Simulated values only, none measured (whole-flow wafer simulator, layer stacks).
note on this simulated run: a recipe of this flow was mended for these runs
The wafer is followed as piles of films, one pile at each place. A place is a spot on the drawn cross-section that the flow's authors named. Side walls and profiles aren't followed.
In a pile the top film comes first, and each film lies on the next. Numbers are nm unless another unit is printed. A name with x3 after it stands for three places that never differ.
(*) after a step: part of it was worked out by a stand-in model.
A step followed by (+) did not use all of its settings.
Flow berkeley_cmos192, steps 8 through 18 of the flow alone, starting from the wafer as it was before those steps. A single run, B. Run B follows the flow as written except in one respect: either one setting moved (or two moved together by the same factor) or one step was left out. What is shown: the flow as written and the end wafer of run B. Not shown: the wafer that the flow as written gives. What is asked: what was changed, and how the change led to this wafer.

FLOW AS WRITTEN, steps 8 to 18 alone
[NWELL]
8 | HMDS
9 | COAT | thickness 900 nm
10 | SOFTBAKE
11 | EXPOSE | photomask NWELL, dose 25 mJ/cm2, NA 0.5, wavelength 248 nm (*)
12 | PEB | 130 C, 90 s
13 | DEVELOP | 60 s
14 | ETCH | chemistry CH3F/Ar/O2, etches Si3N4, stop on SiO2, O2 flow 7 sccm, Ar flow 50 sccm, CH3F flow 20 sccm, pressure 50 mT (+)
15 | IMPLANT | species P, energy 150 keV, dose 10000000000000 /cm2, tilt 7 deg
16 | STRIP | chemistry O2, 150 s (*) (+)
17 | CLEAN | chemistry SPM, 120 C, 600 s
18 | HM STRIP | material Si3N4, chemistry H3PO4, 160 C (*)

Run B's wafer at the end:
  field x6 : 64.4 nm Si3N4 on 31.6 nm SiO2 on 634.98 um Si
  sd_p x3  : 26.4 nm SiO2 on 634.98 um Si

What caused this: step 18, HM STRIP: 128 C was run, while the flow as written has 160 C.

How this came from the change, step by step:
  18 | HM STRIP | material Si3N4, chemistry H3PO4, 160 C (*)
      field x6: Si3N4 loses 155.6 (it would be, as written: Si3N4 loses 220 (all of it), SiO2 loses 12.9)
      sd_p x3: SiO2 loses 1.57 (it would be, as written: SiO2 loses 20.3)
